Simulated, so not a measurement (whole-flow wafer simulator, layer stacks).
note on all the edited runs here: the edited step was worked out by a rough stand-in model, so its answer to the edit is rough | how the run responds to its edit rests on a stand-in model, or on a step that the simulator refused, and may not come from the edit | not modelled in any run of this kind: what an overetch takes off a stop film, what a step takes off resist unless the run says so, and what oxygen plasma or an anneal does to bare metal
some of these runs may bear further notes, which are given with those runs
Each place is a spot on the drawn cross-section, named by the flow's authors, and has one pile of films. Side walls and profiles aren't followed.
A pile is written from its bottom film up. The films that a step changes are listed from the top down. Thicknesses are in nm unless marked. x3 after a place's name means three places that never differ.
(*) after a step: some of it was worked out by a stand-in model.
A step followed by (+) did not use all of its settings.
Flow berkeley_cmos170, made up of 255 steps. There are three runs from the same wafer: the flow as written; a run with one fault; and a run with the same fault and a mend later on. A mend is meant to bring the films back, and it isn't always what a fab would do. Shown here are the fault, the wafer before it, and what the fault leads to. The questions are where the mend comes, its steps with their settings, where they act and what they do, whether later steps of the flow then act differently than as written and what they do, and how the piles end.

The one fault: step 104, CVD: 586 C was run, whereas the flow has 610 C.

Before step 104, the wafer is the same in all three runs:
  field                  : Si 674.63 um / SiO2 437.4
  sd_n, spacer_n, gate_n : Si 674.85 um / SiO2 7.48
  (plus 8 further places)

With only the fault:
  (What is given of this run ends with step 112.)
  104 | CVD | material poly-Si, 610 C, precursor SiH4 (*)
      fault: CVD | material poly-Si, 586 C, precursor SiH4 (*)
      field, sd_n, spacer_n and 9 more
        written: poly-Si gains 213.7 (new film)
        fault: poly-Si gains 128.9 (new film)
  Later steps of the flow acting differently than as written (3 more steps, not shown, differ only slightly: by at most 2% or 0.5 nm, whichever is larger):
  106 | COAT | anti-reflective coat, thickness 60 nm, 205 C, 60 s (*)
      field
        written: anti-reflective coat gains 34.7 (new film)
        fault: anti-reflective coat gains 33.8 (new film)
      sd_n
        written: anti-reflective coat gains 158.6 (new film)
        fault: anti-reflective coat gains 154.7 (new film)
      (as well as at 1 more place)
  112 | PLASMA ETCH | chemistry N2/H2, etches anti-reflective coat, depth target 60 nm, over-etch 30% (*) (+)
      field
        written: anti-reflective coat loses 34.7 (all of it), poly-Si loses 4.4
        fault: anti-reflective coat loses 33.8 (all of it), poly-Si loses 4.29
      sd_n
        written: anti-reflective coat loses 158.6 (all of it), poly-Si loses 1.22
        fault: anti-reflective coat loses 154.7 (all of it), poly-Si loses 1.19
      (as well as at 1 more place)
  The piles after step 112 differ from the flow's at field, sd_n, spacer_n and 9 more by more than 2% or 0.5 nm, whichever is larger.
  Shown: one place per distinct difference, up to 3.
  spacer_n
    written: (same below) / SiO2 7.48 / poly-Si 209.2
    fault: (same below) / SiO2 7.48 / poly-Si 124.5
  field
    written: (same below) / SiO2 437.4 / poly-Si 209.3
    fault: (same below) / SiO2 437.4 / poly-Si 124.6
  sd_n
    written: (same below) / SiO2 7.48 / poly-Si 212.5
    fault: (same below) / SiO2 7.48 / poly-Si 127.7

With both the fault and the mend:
  The mend stands after step 111.
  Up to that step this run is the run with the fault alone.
  111a | STRIP (*) (+)
      field
        chemical SiO2 gains 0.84 (new film), anti-reflective coat loses 33.8 (all of it), poly-Si loses 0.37
      sd_n
        chemical SiO2 gains 0.84 (new film), anti-reflective coat loses 154.7 (all of it), poly-Si loses 0.37
      spacer_n
        chemical SiO2 gains 0.84 (new film), anti-reflective coat loses 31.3 (all of it), poly-Si loses 0.37
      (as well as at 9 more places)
  111b | CLEAN | chemistry SPM (*)
      leaves every film unchanged at each place that is followed
  111c | CVD | material poly-Si, 610 C, precursor SiH4 (*) (a further turn of the flow's step 104; the settings that differ are not printed)
      field, sd_n, spacer_n and 9 more
        poly-Si gains 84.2 (new film)
  111d | COAT | anti-reflective coat, thickness 60 nm, 205 C, 60 s (*) (a further turn of the flow's step 106)
      field
        anti-reflective coat gains 34.7 (new film)
      sd_n
        anti-reflective coat gains 158.6 (new film)
      spacer_n
        anti-reflective coat gains 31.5 (new film)
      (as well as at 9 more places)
  111e | COAT | KrF resist, thickness 900 nm (*) (a further turn of the flow's step 107)
      field
        KrF resist gains 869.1 (new film)
      sd_n
        KrF resist gains 903.9 (new film)
      spacer_n
        KrF resist gains 1024.8 (new film)
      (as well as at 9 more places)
  111f | SOFTBAKE | KrF resist (a further turn of the flow's step 108)
      leaves every film unchanged at each place that is followed
  111g | EXPOSE | photomask POLY, dose 21 mJ/cm2, NA 0.5, wavelength 248 nm (*) (a further turn of the flow's step 109)
      leaves every film unchanged at each place that is followed
  111h | PEB | KrF resist, 130 C (a further turn of the flow's step 110)
      spacer_p, gate_p
        KrF resist loses 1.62
      contact, m1
        KrF resist loses 1.55
      field
        KrF resist loses 1.38
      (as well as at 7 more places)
  111i | DEVELOP | KrF resist, thickness 900 nm, developer developer-D-0.26N (a further turn of the flow's step 111)
      gate_n, gate_p
        KrF resist loses 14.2
      field
        KrF resist loses 867.7 (all of it)
      sd_n
        KrF resist loses 902.5 (all of it)
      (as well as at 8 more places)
  Later steps of the flow acting differently than as written (26 more steps, not shown, differ only slightly: by at most 2% or 0.5 nm, whichever is larger):
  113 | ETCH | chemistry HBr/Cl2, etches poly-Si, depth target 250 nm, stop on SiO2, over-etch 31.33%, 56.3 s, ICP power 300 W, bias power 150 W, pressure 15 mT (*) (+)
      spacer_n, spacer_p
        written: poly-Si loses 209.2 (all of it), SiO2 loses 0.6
        mend: poly-Si loses 79.8 (all of it), chemical SiO2 loses 0.84 (all of it), poly-Si loses 128.5 (all of it), SiO2 loses 0.55
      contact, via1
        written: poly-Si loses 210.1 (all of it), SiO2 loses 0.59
        mend: poly-Si loses 80.6 (all of it), chemical SiO2 loses 0.84 (all of it), poly-Si loses 128.5 (all of it), SiO2 loses 0.54
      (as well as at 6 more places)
  The piles end different from the flow's at gate_n, gate_p by more than 2% or 0.5 nm, whichever is larger.
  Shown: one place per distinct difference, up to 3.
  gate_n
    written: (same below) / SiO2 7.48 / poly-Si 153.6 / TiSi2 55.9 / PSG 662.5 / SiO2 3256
    mend: (same below) / SiO2 7.48 / poly-Si 128.5 / chemical SiO2 0.84 / poly-Si 24.1 / TiSi2 55.9 / PSG 662.5 / SiO2 3256.1
